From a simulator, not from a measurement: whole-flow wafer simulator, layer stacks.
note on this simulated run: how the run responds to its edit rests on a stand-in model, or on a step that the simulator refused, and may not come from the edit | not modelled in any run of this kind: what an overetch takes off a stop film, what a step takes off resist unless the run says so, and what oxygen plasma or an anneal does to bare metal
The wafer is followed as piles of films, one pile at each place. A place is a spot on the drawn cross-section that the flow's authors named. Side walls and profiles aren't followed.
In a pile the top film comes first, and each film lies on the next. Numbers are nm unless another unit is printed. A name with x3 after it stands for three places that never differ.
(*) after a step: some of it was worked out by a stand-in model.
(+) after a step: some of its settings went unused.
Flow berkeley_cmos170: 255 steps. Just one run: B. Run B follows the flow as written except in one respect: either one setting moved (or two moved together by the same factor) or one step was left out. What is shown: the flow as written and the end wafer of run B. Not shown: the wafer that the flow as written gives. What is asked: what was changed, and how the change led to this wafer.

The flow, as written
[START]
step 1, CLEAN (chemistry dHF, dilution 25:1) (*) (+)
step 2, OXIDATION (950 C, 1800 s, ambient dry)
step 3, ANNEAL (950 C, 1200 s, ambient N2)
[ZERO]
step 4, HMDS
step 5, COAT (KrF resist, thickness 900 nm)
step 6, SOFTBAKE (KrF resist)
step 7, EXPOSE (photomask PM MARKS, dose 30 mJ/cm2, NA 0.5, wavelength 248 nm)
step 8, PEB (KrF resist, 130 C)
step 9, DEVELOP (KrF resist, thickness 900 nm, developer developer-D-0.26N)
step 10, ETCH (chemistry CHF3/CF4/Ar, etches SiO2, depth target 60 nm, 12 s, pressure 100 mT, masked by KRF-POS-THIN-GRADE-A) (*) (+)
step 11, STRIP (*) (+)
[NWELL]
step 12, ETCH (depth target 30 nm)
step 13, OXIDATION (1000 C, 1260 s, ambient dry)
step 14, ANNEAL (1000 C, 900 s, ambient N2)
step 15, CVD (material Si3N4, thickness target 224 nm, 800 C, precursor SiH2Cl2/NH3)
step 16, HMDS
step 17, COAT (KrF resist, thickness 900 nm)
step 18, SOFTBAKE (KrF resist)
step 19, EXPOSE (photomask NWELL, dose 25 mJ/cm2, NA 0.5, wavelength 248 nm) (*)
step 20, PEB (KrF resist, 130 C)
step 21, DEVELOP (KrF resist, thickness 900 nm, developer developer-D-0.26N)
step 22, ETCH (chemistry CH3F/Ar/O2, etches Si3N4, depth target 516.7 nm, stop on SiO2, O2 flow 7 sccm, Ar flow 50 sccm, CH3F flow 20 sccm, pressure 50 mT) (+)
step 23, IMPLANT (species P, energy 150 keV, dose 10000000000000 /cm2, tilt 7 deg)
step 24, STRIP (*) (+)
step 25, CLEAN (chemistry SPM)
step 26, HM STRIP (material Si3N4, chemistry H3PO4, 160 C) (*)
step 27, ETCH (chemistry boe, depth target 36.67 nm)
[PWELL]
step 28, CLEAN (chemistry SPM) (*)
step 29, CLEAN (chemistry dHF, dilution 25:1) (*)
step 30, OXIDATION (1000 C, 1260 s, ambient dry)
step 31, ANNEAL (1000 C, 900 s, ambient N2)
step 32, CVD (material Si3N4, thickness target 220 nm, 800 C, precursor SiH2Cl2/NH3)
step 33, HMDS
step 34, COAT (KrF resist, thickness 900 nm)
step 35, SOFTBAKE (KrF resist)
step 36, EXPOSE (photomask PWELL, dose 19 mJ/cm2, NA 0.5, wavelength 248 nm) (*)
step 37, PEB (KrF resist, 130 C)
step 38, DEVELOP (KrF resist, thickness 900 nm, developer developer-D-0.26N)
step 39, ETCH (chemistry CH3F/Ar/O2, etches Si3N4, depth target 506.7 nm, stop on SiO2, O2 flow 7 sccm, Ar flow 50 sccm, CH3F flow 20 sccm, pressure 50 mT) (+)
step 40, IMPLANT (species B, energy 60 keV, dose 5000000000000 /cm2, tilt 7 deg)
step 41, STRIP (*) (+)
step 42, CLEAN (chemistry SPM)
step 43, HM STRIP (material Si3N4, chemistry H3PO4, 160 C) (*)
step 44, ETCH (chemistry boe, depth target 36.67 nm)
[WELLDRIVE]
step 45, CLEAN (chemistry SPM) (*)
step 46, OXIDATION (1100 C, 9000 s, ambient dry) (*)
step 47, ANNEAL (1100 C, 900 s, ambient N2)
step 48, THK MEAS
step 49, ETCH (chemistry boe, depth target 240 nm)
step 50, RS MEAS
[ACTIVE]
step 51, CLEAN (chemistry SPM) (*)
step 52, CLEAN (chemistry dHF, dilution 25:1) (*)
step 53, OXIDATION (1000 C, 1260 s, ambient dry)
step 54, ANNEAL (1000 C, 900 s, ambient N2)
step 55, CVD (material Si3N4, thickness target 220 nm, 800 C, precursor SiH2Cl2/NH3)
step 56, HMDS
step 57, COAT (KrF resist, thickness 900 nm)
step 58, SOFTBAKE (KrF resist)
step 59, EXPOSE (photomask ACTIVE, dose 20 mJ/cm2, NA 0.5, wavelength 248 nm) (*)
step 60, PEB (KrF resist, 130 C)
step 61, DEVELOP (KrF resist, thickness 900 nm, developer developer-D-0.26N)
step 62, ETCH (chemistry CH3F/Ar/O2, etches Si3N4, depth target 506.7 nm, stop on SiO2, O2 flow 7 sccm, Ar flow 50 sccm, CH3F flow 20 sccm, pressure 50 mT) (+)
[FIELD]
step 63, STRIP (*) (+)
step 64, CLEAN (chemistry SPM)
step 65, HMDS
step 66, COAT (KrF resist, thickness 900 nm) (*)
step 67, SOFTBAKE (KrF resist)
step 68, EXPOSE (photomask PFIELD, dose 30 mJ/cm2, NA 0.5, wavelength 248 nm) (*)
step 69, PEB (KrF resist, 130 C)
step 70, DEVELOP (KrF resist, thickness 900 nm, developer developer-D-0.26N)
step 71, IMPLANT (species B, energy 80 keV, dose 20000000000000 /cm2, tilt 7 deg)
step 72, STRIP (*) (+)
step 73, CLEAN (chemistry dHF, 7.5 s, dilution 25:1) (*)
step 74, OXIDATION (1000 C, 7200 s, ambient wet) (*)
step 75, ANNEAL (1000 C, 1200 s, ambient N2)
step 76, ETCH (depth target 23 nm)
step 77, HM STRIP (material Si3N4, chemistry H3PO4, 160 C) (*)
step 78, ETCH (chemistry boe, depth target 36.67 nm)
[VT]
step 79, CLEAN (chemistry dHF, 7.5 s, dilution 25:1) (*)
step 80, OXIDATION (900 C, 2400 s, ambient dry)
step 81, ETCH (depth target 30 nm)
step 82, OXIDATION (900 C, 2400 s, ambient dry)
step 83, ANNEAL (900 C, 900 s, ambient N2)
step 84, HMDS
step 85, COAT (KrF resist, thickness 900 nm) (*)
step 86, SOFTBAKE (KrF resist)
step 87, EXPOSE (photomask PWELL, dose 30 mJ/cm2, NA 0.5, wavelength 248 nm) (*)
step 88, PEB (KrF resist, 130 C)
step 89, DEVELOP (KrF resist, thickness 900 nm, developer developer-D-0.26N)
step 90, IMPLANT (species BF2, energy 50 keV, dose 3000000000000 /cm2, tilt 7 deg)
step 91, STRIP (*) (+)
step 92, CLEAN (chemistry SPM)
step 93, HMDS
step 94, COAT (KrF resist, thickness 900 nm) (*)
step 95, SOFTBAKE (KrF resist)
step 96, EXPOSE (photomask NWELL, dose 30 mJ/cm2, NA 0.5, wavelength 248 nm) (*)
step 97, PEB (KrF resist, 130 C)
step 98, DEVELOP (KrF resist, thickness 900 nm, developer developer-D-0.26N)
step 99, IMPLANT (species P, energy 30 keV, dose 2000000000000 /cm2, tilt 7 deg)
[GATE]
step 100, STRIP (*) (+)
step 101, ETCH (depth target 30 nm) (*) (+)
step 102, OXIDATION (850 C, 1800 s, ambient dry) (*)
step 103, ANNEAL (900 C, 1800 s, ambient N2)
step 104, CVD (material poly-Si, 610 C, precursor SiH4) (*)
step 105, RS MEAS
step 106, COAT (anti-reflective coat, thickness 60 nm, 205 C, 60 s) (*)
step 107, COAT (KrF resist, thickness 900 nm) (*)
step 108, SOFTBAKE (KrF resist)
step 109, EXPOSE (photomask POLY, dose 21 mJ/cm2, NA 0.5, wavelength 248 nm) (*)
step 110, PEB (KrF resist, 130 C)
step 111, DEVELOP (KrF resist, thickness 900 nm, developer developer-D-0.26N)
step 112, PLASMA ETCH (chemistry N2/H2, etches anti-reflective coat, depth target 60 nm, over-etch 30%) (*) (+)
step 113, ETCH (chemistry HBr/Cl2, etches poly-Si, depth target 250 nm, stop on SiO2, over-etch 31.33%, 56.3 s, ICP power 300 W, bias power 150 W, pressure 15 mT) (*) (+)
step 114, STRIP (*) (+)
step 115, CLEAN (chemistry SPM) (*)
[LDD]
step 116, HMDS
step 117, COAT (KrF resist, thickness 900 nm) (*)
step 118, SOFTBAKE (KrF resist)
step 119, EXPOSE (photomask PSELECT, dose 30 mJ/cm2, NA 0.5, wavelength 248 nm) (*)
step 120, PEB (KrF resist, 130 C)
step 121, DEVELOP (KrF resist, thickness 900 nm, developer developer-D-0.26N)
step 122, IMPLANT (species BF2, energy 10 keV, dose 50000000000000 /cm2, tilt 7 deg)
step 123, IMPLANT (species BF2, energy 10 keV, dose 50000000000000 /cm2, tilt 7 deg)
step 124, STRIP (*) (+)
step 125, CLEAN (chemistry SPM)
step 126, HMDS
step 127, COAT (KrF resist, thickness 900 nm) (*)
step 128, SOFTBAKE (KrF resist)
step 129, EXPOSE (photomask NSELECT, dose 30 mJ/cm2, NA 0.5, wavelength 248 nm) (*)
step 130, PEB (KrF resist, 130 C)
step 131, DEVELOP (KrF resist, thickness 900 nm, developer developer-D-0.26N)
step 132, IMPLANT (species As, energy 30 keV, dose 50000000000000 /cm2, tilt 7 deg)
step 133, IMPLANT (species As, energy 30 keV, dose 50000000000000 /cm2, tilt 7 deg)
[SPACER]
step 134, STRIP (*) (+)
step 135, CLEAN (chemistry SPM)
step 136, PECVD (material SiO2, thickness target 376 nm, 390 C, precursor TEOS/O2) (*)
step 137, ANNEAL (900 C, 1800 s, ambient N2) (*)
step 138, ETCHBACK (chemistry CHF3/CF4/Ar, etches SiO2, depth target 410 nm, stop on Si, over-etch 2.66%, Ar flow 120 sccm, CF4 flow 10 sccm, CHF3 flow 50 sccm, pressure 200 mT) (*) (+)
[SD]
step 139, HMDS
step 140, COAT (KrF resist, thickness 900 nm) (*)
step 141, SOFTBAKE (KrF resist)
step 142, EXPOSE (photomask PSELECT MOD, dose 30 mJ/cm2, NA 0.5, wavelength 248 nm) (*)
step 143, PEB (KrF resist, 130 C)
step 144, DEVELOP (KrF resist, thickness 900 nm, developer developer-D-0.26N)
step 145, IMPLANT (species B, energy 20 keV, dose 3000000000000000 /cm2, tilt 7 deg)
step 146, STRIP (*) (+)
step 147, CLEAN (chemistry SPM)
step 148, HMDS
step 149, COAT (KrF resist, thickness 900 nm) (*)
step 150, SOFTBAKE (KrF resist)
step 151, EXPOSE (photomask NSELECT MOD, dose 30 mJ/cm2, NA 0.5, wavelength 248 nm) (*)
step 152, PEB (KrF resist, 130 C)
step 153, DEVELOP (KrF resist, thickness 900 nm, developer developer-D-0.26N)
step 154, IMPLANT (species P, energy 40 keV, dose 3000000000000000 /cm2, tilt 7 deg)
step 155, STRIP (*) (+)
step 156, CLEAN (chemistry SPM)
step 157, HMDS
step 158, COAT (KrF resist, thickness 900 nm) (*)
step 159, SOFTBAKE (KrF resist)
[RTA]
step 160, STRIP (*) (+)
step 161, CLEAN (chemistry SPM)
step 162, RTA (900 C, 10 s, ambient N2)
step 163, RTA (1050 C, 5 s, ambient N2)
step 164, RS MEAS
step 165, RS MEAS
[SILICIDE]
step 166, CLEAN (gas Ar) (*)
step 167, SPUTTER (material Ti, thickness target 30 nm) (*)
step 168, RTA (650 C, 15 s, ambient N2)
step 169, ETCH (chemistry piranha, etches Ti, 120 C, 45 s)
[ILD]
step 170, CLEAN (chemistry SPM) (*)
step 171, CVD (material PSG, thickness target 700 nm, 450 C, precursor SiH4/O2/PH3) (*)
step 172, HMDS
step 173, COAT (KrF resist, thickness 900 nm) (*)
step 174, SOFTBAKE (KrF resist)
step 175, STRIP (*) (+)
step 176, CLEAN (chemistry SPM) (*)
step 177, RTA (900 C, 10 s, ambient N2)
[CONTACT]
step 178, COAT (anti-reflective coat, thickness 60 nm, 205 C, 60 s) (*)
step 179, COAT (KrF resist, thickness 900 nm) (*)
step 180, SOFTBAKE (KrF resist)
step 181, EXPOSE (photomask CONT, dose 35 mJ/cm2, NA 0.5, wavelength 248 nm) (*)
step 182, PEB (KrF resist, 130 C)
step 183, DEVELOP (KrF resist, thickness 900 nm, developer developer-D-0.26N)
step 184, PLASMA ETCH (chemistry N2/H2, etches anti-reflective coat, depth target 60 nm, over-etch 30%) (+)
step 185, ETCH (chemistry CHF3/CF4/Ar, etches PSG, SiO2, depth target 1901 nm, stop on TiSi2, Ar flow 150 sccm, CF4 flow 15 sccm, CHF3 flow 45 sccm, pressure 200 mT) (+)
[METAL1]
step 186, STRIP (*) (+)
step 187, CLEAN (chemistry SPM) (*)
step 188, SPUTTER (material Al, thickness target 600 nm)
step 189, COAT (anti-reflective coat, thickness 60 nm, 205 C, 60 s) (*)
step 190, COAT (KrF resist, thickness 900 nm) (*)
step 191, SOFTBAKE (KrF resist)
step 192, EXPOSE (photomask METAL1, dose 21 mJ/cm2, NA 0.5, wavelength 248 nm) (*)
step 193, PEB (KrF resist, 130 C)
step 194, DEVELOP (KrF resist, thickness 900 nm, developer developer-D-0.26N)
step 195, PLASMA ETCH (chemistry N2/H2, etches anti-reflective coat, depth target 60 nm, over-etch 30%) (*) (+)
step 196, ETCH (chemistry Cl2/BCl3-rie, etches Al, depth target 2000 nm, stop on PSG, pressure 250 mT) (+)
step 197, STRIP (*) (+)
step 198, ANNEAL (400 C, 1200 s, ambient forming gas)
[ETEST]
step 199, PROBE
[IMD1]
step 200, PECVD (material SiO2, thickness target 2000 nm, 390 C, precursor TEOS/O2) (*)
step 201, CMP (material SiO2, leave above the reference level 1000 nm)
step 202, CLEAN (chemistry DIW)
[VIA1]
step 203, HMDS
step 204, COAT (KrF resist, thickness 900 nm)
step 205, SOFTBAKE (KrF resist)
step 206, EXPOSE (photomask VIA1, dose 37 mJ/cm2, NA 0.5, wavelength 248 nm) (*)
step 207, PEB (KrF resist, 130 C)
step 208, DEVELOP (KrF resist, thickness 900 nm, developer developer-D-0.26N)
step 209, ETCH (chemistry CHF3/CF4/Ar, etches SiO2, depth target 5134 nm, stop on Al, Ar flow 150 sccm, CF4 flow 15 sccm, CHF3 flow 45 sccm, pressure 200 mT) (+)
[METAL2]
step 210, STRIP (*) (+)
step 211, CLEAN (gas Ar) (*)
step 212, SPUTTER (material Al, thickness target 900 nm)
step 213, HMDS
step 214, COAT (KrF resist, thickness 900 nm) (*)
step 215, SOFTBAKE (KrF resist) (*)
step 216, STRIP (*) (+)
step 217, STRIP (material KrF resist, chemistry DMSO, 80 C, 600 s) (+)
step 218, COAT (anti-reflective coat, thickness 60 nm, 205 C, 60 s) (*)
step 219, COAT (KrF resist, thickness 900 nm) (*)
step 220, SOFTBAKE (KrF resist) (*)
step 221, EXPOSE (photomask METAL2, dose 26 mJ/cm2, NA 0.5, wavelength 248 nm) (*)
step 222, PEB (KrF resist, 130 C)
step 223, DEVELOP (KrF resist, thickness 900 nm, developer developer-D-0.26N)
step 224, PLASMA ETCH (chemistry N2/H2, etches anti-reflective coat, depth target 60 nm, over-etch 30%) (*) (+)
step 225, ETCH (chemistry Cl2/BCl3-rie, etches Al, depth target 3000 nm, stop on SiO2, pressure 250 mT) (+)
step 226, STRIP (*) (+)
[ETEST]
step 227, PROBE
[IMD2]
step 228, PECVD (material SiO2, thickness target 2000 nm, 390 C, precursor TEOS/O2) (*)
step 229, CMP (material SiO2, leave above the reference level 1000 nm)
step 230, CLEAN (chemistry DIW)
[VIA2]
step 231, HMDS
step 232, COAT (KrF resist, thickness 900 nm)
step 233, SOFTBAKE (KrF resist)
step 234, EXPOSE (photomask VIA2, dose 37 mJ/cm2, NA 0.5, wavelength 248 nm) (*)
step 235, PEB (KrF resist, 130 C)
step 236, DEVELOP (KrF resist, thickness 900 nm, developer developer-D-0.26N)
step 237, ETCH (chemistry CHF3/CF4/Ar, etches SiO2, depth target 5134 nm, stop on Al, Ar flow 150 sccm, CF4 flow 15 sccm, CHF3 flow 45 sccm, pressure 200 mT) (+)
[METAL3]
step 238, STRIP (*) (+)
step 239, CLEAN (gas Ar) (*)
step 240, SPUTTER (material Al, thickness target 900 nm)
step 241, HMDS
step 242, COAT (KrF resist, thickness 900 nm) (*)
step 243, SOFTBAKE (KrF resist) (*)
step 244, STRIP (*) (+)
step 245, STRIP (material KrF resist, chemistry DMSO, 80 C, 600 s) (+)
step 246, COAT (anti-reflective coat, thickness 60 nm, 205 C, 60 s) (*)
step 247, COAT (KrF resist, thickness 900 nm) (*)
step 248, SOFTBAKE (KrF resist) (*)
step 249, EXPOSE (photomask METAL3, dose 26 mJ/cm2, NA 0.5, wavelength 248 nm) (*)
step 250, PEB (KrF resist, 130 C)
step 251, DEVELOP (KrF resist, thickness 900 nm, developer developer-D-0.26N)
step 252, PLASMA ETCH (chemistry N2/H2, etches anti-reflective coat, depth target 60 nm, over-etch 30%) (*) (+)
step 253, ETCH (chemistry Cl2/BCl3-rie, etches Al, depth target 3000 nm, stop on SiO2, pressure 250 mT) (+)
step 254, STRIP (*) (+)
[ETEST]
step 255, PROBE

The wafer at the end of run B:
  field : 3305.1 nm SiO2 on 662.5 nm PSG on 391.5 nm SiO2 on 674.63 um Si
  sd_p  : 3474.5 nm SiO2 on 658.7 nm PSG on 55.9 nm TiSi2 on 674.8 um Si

Cause: step 76, ETCH: depth target 12 nm was run, while the flow as written has depth target 23 nm.

The path from the change to this, step by step:
  step 76, ETCH (depth target 23 nm)
      field: SiO2 loses 12 (in the flow as written it would be: SiO2 loses 23)
  step 106, COAT (anti-reflective coat, thickness 60 nm, 205 C, 60 s) (*)
      field: anti-reflective coat gains 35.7 (new film) (in the flow as written it would be: anti-reflective coat gains 34.7 (new film))
      sd_n: anti-reflective coat gains 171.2 (new film) (in the flow as written it would be: anti-reflective coat gains 158.6 (new film))
      (also at 5 further places)
  step 112, PLASMA ETCH (chemistry N2/H2, etches anti-reflective coat, depth target 60 nm, over-etch 30%) (*) (+)
      field: anti-reflective coat loses 35.7 (all of it), poly-Si loses 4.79 (in the flow as written it would be: anti-reflective coat loses 34.7 (all of it), poly-Si loses 4.4)
      sd_n: anti-reflective coat loses 171.2 (all of it), poly-Si loses 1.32 (in the flow as written it would be: anti-reflective coat loses 158.6 (all of it), poly-Si loses 1.22)
      (also at 3 further places)
  step 114, STRIP (*) (+)
      gate_n: chemical SiO2 gains 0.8 (new film), KrF resist loses 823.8 (all of it), anti-reflective coat loses 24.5 (all of it), poly-Si loses 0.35 (in the flow as written it would be: chemical SiO2 gains 0.8 (new film), KrF resist loses 812.6 (all of it), anti-reflective coat loses 27.3 (all of it), poly-Si loses 0.35)
      gate_p: chemical SiO2 gains 0.8 (new film), KrF resist loses 788 (all of it), anti-reflective coat loses 28.2 (all of it), poly-Si loses 0.35 (in the flow as written it would be: chemical SiO2 gains 0.8 (new film), KrF resist loses 782.1 (all of it), anti-reflective coat loses 29.6 (all of it), poly-Si loses 0.35)
  step 178, COAT (anti-reflective coat, thickness 60 nm, 205 C, 60 s) (*)
      sd_n: anti-reflective coat gains 141.7 (new film) (in the flow as written it would be: anti-reflective coat gains 135.1 (new film))
      m2: anti-reflective coat gains 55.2 (new film) (in the flow as written it would be: anti-reflective coat gains 56.7 (new film))
  step 186, STRIP (*) (+)
      sd_n: KrF resist loses 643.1 (all of it), anti-reflective coat loses 141.7 (all of it) (in the flow as written it would be: KrF resist loses 643.8 (all of it), anti-reflective coat loses 135.1 (all of it))
      m2: KrF resist loses 693.2 (all of it), anti-reflective coat loses 55.2 (all of it) (in the flow as written it would be: KrF resist loses 689 (all of it), anti-reflective coat loses 56.7 (all of it))
  step 189, COAT (anti-reflective coat, thickness 60 nm, 205 C, 60 s) (*)
      gate_n: anti-reflective coat gains 49 (new film) (in the flow as written it would be: anti-reflective coat gains 48 (new film))
      sd_p: anti-reflective coat gains 88.3 (new film) (in the flow as written it would be: anti-reflective coat gains 86.5 (new film))
      (also at 1 further place)
  step 195, PLASMA ETCH (chemistry N2/H2, etches anti-reflective coat, depth target 60 nm, over-etch 30%) (*) (+)
      contact, m1, via1, m2, via2: KrF resist loses 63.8 (in the flow as written it would be: KrF resist loses 62.5)
      gate_n: anti-reflective coat loses 49 (all of it) (in the flow as written it would be: anti-reflective coat loses 48 (all of it))
      (also at 1 further place)
  step 197, STRIP (*) (+)
      m2: KrF resist loses 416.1 (all of it), anti-reflective coat loses 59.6 (all of it) (in the flow as written it would be: KrF resist loses 412.9 (all of it), anti-reflective coat loses 61.1 (all of it))
  step 201, CMP (material SiO2, leave above the reference level 1000 nm)
      field: SiO2 loses 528 (in the flow as written it would be: SiO2 loses 517)
